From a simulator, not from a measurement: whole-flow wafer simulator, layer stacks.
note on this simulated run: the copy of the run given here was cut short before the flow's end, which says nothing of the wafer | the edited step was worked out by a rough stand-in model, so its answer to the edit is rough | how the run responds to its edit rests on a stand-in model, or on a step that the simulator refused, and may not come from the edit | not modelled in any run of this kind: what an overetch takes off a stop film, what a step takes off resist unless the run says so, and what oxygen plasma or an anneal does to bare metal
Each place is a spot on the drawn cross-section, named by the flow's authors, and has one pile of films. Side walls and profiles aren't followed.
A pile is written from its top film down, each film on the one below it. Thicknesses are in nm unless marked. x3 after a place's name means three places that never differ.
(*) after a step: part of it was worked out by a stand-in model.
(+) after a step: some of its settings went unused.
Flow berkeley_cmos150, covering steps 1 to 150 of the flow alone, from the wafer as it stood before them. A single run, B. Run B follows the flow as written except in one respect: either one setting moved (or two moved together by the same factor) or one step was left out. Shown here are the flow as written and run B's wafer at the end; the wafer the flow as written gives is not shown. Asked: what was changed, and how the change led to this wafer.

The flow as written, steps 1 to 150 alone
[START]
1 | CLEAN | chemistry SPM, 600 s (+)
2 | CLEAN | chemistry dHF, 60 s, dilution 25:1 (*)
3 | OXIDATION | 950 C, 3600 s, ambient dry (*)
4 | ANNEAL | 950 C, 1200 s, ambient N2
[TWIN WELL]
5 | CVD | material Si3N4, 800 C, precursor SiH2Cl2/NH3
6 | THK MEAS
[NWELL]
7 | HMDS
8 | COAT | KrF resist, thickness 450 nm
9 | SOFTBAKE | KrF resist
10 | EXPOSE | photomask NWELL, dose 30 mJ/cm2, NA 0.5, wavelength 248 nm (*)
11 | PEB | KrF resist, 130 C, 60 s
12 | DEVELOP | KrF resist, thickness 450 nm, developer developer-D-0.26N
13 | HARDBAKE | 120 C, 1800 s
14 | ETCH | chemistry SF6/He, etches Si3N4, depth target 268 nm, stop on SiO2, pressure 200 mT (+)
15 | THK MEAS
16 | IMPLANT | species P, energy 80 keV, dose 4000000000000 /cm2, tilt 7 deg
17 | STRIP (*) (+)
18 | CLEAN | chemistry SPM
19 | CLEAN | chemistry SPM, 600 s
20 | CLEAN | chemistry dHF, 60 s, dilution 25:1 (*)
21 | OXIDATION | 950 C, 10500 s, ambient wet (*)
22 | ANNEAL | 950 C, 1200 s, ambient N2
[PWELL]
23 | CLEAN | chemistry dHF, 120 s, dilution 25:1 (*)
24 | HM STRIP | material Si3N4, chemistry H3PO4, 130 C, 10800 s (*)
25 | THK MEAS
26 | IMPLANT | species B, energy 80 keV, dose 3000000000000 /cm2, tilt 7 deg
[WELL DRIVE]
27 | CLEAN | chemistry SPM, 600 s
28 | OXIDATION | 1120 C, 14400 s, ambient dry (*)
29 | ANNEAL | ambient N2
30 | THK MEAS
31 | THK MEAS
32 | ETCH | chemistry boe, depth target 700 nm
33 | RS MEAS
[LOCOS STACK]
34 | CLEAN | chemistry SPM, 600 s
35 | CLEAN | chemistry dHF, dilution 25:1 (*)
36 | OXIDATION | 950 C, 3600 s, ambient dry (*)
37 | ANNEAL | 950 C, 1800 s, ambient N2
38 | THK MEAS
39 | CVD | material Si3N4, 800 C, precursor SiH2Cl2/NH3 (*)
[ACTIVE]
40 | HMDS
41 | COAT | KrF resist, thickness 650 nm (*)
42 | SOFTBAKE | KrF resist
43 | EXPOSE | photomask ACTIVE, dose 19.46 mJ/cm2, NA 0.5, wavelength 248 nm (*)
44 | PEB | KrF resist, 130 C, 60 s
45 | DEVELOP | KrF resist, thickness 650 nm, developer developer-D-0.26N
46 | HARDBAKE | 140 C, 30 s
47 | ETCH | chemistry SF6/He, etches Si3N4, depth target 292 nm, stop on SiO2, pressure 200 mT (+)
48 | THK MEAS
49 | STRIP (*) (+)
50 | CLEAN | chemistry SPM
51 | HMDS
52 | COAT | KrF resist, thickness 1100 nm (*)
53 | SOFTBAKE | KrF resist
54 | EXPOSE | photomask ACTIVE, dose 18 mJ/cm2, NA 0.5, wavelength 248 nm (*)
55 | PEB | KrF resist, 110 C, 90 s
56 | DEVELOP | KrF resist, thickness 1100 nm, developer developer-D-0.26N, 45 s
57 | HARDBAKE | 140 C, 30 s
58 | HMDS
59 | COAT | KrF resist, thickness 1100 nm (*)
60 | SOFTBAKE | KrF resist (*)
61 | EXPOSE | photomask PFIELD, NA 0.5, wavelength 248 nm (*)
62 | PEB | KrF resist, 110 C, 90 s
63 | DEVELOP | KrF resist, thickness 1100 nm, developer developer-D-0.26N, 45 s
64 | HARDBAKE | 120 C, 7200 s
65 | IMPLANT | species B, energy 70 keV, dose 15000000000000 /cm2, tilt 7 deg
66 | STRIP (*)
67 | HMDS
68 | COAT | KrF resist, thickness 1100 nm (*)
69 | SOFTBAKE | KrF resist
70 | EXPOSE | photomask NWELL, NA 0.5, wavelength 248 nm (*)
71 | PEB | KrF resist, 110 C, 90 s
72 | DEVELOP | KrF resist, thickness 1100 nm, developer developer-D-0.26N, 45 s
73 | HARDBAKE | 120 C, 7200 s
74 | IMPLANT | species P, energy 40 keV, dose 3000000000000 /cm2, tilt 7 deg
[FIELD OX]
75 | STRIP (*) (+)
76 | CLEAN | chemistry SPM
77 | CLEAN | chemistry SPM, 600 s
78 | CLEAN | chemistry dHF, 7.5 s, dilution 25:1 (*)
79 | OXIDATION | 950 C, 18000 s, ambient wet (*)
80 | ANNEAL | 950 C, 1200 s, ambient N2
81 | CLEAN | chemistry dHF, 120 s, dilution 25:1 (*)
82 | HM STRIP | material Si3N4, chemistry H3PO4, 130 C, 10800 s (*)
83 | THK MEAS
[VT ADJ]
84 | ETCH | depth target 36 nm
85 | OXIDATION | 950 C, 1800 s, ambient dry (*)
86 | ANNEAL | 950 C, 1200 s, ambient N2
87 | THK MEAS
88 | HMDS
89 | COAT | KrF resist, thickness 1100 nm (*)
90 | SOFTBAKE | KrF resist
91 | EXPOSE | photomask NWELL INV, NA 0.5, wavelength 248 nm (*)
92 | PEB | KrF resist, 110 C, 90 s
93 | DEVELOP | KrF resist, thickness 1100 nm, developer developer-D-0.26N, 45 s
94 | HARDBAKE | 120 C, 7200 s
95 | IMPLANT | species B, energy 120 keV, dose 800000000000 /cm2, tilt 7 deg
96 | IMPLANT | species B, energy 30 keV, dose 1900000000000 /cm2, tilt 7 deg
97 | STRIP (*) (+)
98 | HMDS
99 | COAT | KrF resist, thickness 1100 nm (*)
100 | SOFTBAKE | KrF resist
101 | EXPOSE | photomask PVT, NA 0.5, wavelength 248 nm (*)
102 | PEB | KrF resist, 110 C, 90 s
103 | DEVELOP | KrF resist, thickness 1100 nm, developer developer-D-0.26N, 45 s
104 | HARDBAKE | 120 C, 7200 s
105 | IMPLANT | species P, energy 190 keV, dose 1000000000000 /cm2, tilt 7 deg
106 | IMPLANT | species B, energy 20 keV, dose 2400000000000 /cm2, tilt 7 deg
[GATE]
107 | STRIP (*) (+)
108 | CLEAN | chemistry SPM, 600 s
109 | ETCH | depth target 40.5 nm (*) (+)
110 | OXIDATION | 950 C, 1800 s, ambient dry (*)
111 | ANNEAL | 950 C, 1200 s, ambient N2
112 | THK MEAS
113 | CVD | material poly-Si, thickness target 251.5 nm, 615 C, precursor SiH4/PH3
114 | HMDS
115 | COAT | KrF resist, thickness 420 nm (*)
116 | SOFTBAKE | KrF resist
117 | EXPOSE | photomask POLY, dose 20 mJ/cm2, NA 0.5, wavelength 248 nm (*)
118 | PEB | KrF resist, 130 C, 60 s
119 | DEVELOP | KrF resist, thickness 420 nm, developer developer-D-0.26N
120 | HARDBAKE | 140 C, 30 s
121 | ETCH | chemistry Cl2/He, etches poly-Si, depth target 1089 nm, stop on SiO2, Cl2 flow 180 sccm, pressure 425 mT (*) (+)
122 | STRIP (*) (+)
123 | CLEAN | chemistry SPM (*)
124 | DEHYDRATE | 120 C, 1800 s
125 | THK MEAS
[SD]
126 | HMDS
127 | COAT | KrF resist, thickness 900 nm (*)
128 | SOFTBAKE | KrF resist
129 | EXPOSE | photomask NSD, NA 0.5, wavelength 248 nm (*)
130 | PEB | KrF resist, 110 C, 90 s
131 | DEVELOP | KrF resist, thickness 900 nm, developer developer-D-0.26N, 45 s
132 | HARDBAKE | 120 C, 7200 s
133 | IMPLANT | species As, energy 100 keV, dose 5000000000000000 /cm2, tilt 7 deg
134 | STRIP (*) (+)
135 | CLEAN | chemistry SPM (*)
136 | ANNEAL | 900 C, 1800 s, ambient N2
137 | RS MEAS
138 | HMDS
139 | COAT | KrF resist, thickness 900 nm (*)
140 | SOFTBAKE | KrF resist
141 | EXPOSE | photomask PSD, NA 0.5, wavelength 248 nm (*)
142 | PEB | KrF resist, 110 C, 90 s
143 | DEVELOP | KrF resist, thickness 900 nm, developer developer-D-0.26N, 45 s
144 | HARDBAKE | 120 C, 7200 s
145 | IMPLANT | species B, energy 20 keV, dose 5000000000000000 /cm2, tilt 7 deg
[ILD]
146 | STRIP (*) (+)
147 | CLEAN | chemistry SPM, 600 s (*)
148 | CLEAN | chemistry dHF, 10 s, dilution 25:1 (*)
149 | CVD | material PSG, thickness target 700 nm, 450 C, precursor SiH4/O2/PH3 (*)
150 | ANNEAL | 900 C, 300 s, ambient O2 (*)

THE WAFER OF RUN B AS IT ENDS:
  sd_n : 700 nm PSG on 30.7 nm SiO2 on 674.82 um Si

What caused this: step 39, CVD: 758 C was run, though the flow has 800 C.

The path from the change to this, step by step:
  39 | CVD | material Si3N4, 800 C, precursor SiH2Cl2/NH3 (*)
      field, field_p, sd_n, gate_n, sd_p, gate_p, contact, m1: +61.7 Si3N4 (new film) (it would be, as written: +106 Si3N4 (new film))
  47 | ETCH | chemistry SF6/He, etches Si3N4, depth target 292 nm, stop on SiO2, pressure 200 mT (+)
      sd_n, gate_n, sd_p, gate_p, contact, m1: -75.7 KrF resist (it would be, as written: -124 KrF resist)
      field, field_p: -61.7 Si3N4 (all of it), -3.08 SiO2 (it would be, as written: -106 Si3N4 (all of it), -3.08 SiO2)
  49 | STRIP (*) (+)
      sd_n: -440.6 KrF resist (all of it) (it would be, as written: -392.4 KrF resist (all of it))
      gate_n: -448.9 KrF resist (all of it) (it would be, as written: -400.6 KrF resist (all of it))
      (as well as at 4 more places)
  52 | COAT | KrF resist, thickness 1100 nm (*)
      sd_n: +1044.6 KrF resist (new film) (it would be, as written: +1019.1 KrF resist (new film))
      sd_p: +1134.4 KrF resist (new film) (it would be, as written: +1111.6 KrF resist (new film))
      (as well as at 2 more places)
  57 | HARDBAKE | 140 C, 30 s
      sd_n: -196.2 KrF resist (it would be, as written: -191.5 KrF resist)
      sd_p: -213.1 KrF resist (it would be, as written: -208.8 KrF resist)
      (as well as at 2 more places)
  66 | STRIP (*)
      sd_n: -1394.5 KrF resist (all of it) (it would be, as written: -1362.4 KrF resist (all of it))
      m1: -1426.1 KrF resist (all of it) (it would be, as written: -1394.8 KrF resist (all of it))
  68 | COAT | KrF resist, thickness 1100 nm (*)
      sd_n: +1044.6 KrF resist (new film) (it would be, as written: +1019.1 KrF resist (new film))
      sd_p: +1134.4 KrF resist (new film) (it would be, as written: +1111.6 KrF resist (new film))
      (as well as at 2 more places)
  72 | DEVELOP | KrF resist, thickness 1100 nm, developer developer-D-0.26N, 45 s
      sd_p: -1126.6 KrF resist (all of it) (it would be, as written: -1103.9 KrF resist (all of it))
  75 | STRIP (*) (+)
      sd_n: -1007.5 KrF resist (all of it) (it would be, as written: -982.6 KrF resist (all of it))
      contact: -1020.1 KrF resist (all of it) (it would be, as written: -999.2 KrF resist (all of it))
      (as well as at 1 more place)
  79 | OXIDATION | 950 C, 18000 s, ambient wet (*)
      sd_n: +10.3 SiO2 (new film), -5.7 Si3N4, +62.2 SiO2, -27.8 Si (it would be, as written: +10.3 SiO2 (new film), -5.7 Si3N4, +34.7 SiO2, -15.4 Si)
  82 | HM STRIP | material Si3N4, chemistry H3PO4, 130 C, 10800 s (*)
      sd_n, gate_n, contact, m1: -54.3 Si3N4 (all of it), -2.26 SiO2 (it would be, as written: -98.7 Si3N4 (all of it), -1.88 SiO2)
      sd_p, gate_p: -54.2 Si3N4 (all of it), -2.26 SiO2 (it would be, as written: -98.6 Si3N4 (all of it), -1.88 SiO2)
  85 | OXIDATION | 950 C, 1800 s, ambient dry (*)
      sd_n: +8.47 SiO2, -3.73 Si (it would be, as written: +12.2 SiO2, -5.35 Si)
  109 | ETCH | depth target 40.5 nm (*) (+)
      sd_n: -40.5 SiO2 (it would be, as written: -40.4 SiO2 (all of it))
  110 | OXIDATION | 950 C, 1800 s, ambient dry (*)
      sd_n: +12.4 SiO2, -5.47 Si (it would be, as written: +20.4 SiO2 (new film), -8.98 Si)
